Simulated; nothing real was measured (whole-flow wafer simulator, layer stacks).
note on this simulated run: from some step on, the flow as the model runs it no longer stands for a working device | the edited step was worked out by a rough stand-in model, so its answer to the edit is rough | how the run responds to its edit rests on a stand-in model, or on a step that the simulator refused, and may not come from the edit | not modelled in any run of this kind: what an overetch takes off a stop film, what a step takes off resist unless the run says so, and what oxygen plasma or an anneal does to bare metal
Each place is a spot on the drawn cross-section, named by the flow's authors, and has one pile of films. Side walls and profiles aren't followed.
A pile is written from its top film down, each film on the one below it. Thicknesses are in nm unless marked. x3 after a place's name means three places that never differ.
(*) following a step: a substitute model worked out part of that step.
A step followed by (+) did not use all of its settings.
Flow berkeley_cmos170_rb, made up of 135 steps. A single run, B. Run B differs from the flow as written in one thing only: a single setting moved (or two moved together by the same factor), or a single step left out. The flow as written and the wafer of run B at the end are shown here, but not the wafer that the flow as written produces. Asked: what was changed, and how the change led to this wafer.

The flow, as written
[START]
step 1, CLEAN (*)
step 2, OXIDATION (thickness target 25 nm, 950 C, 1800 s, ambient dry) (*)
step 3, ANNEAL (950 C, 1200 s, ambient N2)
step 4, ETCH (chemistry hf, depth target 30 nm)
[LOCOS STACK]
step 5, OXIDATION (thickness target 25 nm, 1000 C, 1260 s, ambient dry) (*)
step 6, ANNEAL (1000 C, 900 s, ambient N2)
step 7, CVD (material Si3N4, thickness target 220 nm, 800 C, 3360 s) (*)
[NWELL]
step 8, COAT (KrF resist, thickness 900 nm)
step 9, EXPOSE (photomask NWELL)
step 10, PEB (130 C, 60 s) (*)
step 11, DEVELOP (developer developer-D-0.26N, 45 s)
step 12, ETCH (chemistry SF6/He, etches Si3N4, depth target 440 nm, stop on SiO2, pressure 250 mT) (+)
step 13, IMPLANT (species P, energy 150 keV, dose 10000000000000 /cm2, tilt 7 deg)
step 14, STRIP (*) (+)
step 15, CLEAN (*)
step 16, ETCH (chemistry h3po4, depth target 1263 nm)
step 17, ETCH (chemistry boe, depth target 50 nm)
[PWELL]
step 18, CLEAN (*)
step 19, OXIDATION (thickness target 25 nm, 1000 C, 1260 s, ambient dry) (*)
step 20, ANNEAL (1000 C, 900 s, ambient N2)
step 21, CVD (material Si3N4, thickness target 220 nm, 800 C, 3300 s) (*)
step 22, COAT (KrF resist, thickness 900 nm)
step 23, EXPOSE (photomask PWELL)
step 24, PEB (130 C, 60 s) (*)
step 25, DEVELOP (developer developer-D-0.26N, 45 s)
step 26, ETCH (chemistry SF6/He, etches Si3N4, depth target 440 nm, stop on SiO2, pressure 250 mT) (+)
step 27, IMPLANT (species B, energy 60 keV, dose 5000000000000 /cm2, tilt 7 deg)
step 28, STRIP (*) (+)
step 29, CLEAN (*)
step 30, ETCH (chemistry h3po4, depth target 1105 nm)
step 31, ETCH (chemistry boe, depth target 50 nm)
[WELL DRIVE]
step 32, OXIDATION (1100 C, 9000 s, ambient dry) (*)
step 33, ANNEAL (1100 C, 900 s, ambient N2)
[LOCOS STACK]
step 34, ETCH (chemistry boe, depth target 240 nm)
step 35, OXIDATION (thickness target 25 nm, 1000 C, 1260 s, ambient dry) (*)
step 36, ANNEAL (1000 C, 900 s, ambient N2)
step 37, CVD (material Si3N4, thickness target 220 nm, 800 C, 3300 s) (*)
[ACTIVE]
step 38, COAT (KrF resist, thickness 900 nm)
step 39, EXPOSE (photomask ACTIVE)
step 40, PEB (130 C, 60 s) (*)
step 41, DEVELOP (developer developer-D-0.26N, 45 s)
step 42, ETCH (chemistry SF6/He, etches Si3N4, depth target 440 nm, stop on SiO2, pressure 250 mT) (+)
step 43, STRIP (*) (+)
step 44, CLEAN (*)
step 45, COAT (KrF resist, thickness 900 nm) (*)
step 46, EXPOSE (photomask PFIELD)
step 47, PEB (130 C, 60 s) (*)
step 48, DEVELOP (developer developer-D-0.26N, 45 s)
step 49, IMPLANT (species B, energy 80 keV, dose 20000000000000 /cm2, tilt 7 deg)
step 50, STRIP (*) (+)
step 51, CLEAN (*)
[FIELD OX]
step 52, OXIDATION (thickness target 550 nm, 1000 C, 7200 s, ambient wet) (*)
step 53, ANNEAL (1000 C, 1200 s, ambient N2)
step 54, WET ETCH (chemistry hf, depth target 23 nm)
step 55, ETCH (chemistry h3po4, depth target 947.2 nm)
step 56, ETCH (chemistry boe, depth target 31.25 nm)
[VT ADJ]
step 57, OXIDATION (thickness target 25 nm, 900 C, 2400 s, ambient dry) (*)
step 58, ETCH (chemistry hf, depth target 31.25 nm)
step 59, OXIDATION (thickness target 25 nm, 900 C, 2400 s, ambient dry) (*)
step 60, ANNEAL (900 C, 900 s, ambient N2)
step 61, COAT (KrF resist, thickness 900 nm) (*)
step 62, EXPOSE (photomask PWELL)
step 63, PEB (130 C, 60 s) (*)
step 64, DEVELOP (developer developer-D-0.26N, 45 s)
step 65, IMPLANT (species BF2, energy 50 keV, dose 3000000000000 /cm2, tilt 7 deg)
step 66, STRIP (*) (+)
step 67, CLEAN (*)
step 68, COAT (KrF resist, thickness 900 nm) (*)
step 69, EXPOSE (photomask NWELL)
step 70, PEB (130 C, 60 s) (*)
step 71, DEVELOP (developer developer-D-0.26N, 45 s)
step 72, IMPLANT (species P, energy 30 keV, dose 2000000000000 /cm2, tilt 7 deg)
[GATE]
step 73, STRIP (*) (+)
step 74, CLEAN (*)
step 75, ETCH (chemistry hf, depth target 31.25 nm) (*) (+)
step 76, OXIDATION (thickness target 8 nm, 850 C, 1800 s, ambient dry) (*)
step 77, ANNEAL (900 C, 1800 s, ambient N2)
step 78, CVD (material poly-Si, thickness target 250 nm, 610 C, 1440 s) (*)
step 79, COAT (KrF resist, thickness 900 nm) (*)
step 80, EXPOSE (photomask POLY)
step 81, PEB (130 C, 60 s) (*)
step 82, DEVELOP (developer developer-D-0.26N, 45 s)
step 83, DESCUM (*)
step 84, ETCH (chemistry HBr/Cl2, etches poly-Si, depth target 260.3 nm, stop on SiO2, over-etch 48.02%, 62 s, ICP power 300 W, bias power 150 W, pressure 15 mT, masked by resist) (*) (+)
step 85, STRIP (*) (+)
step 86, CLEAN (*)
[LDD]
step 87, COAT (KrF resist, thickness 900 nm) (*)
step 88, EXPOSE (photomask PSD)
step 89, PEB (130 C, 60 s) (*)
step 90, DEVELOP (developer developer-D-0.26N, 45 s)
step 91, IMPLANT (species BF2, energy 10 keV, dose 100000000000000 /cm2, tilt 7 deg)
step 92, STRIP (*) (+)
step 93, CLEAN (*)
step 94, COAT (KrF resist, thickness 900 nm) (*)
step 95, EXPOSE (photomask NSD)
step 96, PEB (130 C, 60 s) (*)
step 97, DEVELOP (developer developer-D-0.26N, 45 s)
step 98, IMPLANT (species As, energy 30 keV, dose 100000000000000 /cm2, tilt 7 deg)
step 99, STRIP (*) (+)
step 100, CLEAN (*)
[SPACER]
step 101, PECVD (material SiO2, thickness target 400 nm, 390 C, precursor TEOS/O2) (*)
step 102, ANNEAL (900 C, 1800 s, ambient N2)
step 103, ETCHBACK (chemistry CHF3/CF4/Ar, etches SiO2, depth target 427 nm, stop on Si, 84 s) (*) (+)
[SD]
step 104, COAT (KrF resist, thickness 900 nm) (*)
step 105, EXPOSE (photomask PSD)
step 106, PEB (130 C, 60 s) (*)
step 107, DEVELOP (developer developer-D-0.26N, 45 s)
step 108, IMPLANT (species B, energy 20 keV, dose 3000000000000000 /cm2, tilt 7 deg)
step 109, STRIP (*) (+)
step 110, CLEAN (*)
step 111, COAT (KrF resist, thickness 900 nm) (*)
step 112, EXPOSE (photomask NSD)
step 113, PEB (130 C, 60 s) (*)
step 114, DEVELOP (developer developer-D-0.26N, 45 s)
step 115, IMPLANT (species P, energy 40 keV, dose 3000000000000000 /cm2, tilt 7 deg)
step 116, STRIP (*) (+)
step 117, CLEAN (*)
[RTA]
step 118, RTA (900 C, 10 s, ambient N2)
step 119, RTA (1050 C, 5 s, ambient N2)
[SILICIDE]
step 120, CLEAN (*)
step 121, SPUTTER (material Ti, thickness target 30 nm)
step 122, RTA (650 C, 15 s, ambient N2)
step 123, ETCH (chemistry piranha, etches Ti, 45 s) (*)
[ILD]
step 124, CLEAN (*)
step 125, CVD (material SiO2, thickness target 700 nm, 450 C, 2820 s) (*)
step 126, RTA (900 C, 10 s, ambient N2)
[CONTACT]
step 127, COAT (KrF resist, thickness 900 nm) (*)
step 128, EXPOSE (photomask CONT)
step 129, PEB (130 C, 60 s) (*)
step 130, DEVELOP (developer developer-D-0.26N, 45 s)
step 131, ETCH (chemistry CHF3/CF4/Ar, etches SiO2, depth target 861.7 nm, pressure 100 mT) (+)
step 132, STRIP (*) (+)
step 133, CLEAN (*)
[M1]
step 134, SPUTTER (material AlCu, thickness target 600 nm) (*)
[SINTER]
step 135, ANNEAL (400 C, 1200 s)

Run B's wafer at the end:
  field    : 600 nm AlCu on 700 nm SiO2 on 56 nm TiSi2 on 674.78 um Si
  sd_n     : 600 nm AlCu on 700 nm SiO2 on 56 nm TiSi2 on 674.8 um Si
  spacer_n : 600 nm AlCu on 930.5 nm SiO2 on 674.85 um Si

The reason: step 52, OXIDATION: 800 C was run, though the flow has 1000 C.

The path from the change to this, step by step:
  step 52, OXIDATION (thickness target 550 nm, 1000 C, 7200 s, ambient wet) (*)
      gate: +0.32 SiO2 (new film), -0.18 Si3N4 (it would be, as written: +12.9 SiO2 (new film), -7.1 Si3N4, +0.08 SiO2, -0.08 Si)
      contact: +0.32 SiO2 (new film), -0.18 Si3N4, +0.16 SiO2, -0.08 Si (it would be, as written: +12.9 SiO2 (new film), -7.1 Si3N4)
      (and at 7 other places as well)
  step 54, WET ETCH (chemistry hf, depth target 23 nm)
      sd_n, spacer_n, gate, sd_p, spacer_p, gate_p, contact, m1: -0.32 SiO2 (all of it) (it would be, as written: -12.9 SiO2 (all of it))
  step 55, ETCH (chemistry h3po4, depth target 947.2 nm)
      sd_n, spacer_n, gate, sd_p, spacer_p, gate_p, contact, m1: -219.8 Si3N4 (all of it) (it would be, as written: -212.9 Si3N4 (all of it))
  step 56, ETCH (chemistry boe, depth target 31.25 nm)
      sd_p: -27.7 SiO2 (all of it) (it would be, as written: -26.6 SiO2 (all of it))
      m1: -29.9 SiO2 (all of it) (it would be, as written: -31.5 SiO2 (all of it))
  step 57, OXIDATION (thickness target 25 nm, 900 C, 2400 s, ambient dry) (*)
      field: +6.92 SiO2, -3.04 Si (it would be, as written: +1.48 SiO2, -0.65 Si)
  step 58, ETCH (chemistry hf, depth target 31.25 nm)
      field: -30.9 SiO2 (all of it) (it would be, as written: -31.2 SiO2)
  step 59, OXIDATION (thickness target 25 nm, 900 C, 2400 s, ambient dry) (*)
      field: +15 SiO2 (new film), -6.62 Si (it would be, as written: +1.55 SiO2, -0.68 Si)
  step 61, COAT (KrF resist, thickness 900 nm) (*)
      field: +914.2 KrF resist (new film) (it would be, as written: +705.7 KrF resist (new film))
      sd_n: +896.8 KrF resist (new film) (it would be, as written: +957.5 KrF resist (new film))
      (and at 7 other places as well)
  step 64, DEVELOP (developer developer-D-0.26N, 45 s)
      field: -914.2 KrF resist (all of it) (it would be, as written: -705.7 KrF resist (all of it))
      sd_n: -896.8 KrF resist (all of it) (it would be, as written: -957.5 KrF resist (all of it))
      (and at 3 other places as well)
  step 66, STRIP (*) (+)
      sd_p: -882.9 KrF resist (all of it) (it would be, as written: -927.7 KrF resist (all of it))
      spacer_p: -883.3 KrF resist (all of it) (it would be, as written: -911 KrF resist (all of it))
      (and at 2 other places as well)
  step 68, COAT (KrF resist, thickness 900 nm) (*)
      field: +914.2 KrF resist (new film) (it would be, as written: +705.7 KrF resist (new film))
      sd_n: +896.8 KrF resist (new film) (it would be, as written: +957.5 KrF resist (new film))
      (and at 7 other places as well)
  step 71, DEVELOP (developer developer-D-0.26N, 45 s)
      sd_p: -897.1 KrF resist (all of it) (it would be, as written: -941.9 KrF resist (all of it))
      spacer_p: -897.5 KrF resist (all of it) (it would be, as written: -925.2 KrF resist (all of it))
      (and at 1 other place as well)
  step 73, STRIP (*) (+)
      field: -900 KrF resist (all of it) (it would be, as written: -691.4 KrF resist (all of it))
      sd_n: -882.6 KrF resist (all of it) (it would be, as written: -943.2 KrF resist (all of it))
      (and at 4 other places as well)
  step 75, ETCH (chemistry hf, depth target 31.25 nm) (*) (+)
      field: -15 SiO2 (all of it) (it would be, as written: -31.3 SiO2)
  step 76, OXIDATION (thickness target 8 nm, 850 C, 1800 s, ambient dry) (*)
      field: +7.53 SiO2 (new film), -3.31 Si (it would be, as written: +0.48 SiO2, -0.21 Si)
  step 78, CVD (material poly-Si, thickness target 250 nm, 610 C, 1440 s) (*)
      field: +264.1 poly-Si (new film) (it would be, as written: +250 poly-Si (new film))
  ... another 26 steps ...
  step 134, SPUTTER (material AlCu, thickness target 600 nm) (*)
      sd_p: +600 AlCu (new film) (it would be, as written: +545.9 AlCu (new film))
